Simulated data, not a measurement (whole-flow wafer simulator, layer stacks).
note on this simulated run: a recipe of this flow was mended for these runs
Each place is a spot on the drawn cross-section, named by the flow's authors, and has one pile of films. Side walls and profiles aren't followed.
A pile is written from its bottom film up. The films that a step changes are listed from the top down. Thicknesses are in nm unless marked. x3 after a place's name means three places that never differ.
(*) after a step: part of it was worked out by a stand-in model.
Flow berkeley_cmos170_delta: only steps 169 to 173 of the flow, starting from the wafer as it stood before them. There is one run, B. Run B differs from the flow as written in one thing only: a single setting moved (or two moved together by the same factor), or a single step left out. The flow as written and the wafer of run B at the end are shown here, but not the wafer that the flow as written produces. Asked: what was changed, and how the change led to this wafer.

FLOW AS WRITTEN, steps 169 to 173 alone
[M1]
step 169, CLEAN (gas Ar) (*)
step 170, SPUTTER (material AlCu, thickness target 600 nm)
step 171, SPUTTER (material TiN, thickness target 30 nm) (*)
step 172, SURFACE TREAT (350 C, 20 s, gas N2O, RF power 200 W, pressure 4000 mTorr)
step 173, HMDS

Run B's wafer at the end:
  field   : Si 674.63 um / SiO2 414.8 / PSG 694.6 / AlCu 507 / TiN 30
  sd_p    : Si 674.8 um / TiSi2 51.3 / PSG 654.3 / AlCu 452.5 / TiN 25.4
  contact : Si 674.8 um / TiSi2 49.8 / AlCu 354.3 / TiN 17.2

Cause: step 170, SPUTTER: thickness target 507 nm was run, though the flow has thickness target 600 nm.
The wafer itself shows it: field has AlCu 507, and step 170 as written asks for 600 nm.

How this came from the change, step by step:
  step 170, SPUTTER (material AlCu, thickness target 600 nm)
      field, sd_n, spacer_n, gate, spacer_p, gate_p, m1: +507 AlCu (new film) (it would be, as written: +600 AlCu (new film))
      sd_p: +452.5 AlCu (new film) (it would be, as written: +539.5 AlCu (new film))
      (as well as at 1 more place)
  step 171, SPUTTER (material TiN, thickness target 30 nm) (*)
      contact: +17.2 TiN (new film) (it would be, as written: +16.3 TiN (new film))
